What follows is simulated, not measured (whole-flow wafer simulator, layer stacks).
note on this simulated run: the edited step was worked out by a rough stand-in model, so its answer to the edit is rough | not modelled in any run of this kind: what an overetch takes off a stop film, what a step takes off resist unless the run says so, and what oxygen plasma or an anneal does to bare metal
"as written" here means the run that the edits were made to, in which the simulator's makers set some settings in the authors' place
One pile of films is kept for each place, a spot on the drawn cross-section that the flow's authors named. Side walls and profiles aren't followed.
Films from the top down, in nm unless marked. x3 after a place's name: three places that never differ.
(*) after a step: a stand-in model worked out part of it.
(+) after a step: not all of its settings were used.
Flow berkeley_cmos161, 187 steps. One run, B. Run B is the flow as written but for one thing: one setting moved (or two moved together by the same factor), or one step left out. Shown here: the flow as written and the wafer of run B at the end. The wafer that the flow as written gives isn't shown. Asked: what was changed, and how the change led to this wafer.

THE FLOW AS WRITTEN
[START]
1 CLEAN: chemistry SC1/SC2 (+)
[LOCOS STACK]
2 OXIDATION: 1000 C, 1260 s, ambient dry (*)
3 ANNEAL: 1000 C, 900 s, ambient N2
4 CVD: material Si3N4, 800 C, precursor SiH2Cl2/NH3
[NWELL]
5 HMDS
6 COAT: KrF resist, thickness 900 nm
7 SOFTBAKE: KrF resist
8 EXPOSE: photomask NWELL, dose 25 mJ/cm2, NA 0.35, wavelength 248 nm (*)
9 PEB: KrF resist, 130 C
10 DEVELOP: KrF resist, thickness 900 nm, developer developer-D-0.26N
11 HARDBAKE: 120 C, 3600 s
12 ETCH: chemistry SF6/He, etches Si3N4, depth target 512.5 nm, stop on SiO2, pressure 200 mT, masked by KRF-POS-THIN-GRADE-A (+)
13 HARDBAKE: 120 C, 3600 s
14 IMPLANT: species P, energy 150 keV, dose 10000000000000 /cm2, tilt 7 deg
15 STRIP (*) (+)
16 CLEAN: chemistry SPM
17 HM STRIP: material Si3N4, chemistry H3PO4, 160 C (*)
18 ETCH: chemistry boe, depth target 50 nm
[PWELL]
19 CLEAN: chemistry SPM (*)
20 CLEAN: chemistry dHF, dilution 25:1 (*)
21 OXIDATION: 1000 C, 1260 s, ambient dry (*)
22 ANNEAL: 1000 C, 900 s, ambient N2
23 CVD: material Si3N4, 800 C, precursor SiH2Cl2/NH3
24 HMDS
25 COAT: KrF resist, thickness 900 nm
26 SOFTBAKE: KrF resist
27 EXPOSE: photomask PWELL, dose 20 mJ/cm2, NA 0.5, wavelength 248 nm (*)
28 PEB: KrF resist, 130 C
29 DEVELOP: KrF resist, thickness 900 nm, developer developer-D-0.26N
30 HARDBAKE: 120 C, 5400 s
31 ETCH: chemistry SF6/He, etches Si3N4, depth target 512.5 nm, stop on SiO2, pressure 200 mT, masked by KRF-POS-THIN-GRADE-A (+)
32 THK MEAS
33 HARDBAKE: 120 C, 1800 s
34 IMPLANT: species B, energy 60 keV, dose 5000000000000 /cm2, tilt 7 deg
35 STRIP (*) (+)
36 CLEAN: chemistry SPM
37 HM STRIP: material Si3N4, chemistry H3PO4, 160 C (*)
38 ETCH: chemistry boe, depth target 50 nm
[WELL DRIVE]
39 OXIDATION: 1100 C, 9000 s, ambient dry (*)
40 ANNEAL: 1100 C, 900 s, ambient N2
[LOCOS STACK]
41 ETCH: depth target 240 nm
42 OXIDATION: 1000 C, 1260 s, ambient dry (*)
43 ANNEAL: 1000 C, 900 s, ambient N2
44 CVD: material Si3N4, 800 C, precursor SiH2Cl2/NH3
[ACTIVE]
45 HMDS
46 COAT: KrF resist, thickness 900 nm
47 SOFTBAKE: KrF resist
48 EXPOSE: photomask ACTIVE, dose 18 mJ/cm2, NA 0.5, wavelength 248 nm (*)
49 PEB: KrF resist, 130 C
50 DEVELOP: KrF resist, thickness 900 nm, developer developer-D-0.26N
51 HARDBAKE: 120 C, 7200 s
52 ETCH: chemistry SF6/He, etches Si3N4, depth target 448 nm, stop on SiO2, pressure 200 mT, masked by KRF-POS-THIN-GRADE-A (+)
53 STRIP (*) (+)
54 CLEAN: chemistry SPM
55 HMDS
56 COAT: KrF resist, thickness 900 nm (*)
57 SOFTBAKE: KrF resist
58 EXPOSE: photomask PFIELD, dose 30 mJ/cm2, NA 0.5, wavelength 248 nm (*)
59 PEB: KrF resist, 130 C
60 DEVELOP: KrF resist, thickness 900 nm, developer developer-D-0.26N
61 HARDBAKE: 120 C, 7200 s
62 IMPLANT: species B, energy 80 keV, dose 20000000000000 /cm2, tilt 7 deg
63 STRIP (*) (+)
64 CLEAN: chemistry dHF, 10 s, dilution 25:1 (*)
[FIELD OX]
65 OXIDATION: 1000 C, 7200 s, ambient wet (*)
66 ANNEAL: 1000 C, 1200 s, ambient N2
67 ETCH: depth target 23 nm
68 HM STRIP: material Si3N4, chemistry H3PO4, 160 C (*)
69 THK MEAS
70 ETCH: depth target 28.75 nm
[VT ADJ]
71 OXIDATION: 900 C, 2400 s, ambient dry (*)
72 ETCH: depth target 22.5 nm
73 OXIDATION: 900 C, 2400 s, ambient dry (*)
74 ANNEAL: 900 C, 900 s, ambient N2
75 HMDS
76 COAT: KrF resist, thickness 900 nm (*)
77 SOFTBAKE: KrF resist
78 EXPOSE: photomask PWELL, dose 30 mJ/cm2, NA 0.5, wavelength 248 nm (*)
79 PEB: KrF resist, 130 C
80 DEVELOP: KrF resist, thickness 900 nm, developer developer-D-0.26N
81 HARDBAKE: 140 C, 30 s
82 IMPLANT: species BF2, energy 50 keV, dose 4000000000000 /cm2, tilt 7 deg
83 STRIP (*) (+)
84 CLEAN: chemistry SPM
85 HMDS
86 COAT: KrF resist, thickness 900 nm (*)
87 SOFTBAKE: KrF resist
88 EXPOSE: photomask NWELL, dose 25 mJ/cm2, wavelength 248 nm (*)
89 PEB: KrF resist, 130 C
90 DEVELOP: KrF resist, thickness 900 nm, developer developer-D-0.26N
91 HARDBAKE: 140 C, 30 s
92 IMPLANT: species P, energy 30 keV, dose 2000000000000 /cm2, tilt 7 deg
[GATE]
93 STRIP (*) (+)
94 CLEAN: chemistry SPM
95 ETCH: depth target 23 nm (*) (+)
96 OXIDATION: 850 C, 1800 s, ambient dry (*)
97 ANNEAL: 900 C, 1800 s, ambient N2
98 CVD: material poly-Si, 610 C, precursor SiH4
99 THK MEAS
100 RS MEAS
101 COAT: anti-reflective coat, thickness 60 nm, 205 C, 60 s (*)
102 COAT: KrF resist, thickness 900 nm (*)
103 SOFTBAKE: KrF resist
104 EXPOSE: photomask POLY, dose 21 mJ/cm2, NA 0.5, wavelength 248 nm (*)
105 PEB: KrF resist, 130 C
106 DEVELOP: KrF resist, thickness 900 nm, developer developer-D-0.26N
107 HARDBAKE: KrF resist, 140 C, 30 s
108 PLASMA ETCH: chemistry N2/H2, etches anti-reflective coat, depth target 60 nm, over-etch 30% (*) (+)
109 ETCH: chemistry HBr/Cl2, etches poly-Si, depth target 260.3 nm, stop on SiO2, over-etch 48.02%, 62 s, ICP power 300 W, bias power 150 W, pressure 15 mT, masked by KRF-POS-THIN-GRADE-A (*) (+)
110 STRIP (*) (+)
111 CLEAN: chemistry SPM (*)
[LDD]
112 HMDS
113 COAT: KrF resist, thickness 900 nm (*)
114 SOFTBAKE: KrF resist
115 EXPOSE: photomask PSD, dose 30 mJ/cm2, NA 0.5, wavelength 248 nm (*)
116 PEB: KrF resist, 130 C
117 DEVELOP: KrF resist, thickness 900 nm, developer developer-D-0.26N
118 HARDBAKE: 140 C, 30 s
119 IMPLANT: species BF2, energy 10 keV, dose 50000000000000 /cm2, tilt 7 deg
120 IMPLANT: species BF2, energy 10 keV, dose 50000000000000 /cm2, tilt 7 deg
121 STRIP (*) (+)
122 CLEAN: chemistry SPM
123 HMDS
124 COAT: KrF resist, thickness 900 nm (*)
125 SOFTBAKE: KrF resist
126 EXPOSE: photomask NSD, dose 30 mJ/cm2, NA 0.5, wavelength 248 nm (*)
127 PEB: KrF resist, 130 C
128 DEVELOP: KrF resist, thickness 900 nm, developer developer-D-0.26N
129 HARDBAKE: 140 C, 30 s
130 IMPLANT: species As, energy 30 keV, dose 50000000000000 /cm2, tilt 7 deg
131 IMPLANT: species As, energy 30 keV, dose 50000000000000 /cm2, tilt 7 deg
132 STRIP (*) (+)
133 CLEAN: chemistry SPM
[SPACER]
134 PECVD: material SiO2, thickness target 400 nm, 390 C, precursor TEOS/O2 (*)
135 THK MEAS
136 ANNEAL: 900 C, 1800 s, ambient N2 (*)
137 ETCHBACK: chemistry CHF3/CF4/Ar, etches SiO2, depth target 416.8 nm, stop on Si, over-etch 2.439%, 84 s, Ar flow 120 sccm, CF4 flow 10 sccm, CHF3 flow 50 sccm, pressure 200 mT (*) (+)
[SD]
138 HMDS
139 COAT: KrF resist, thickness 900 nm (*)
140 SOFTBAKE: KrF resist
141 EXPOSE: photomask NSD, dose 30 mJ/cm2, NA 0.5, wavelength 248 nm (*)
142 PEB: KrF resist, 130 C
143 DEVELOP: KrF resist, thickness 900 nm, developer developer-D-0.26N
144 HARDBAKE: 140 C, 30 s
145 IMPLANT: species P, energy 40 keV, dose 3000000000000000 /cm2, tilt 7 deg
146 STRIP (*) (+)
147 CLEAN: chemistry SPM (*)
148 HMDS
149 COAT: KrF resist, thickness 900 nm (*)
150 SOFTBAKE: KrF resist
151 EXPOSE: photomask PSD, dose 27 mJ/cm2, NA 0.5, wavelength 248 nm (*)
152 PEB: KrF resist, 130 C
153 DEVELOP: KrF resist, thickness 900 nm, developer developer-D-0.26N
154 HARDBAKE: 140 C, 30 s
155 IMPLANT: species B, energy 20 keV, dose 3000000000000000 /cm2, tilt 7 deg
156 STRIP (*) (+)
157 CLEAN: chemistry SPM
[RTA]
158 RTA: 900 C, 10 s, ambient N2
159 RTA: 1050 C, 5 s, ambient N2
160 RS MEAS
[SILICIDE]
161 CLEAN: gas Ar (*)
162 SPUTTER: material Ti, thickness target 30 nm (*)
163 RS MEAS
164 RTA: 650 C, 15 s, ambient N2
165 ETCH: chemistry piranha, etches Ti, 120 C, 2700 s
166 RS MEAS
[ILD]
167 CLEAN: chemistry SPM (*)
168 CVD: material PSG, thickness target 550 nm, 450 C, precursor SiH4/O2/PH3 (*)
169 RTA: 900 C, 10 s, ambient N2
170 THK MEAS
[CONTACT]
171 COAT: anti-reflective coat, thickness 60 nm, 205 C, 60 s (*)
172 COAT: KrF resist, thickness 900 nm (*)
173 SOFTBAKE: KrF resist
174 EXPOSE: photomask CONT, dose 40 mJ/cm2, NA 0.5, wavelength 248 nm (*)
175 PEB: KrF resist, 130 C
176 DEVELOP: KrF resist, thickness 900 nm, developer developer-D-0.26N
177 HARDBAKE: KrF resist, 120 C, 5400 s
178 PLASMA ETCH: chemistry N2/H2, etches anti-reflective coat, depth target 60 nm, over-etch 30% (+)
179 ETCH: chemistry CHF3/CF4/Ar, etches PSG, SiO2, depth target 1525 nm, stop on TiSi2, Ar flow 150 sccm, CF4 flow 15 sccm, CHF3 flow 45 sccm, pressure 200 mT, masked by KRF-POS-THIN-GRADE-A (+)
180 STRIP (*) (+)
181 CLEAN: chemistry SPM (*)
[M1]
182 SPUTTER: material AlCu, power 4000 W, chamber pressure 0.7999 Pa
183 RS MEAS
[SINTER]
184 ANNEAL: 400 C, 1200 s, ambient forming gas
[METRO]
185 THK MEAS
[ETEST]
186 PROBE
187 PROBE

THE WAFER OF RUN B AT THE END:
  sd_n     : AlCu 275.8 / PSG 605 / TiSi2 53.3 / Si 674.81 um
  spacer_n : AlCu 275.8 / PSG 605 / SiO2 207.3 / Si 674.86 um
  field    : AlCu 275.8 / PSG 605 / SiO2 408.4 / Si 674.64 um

The cause: step 168, CVD: thickness target 605 nm was run, where the flow has thickness target 550 nm.
It can be read off the wafer: sd_n has PSG 605, and step 168 as written asks for 550 nm.

How the change led to this, step by step:
  168 CVD: material PSG, thickness target 550 nm, 450 C, precursor SiH4/O2/PH3 (*)
      field, sd_n, spacer_n, gate_n, spacer_p, gate_p, contact, m1: PSG +605 (new film) (as written it would be: PSG +550 (new film))
      sd_p: PSG +573.3 (new film) (as written it would be: PSG +521.9 (new film))
  179 ETCH: chemistry CHF3/CF4/Ar, etches PSG, SiO2, depth target 1525 nm, stop on TiSi2, Ar flow 150 sccm, CF4 flow 15 sccm, CHF3 flow 45 sccm, pressure 200 mT, masked by KRF-POS-THIN-GRADE-A (+)
      field, sd_n, spacer_n, gate_n, sd_p, spacer_p, gate_p, m1: KrF resist -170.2 (as written it would be: KrF resist -156.4)
      contact: PSG -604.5 (all of it), TiSi2 -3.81 (as written it would be: PSG -549.5 (all of it), TiSi2 -3.81)
  180 STRIP (*) (+)
      field: KrF resist -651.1 (all of it), anti-reflective coat -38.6 (all of it) (as written it would be: KrF resist -665.1 (all of it), anti-reflective coat -38.5 (all of it))
      sd_n: KrF resist -677.4 (all of it), anti-reflective coat -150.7 (all of it) (as written it would be: KrF resist -692.5 (all of it), anti-reflective coat -149.7 (all of it))
      (and at 4 more places)
  182 SPUTTER: material AlCu, power 4000 W, chamber pressure 0.7999 Pa
      contact: AlCu +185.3 (new film) (as written it would be: AlCu +192.2 (new film))
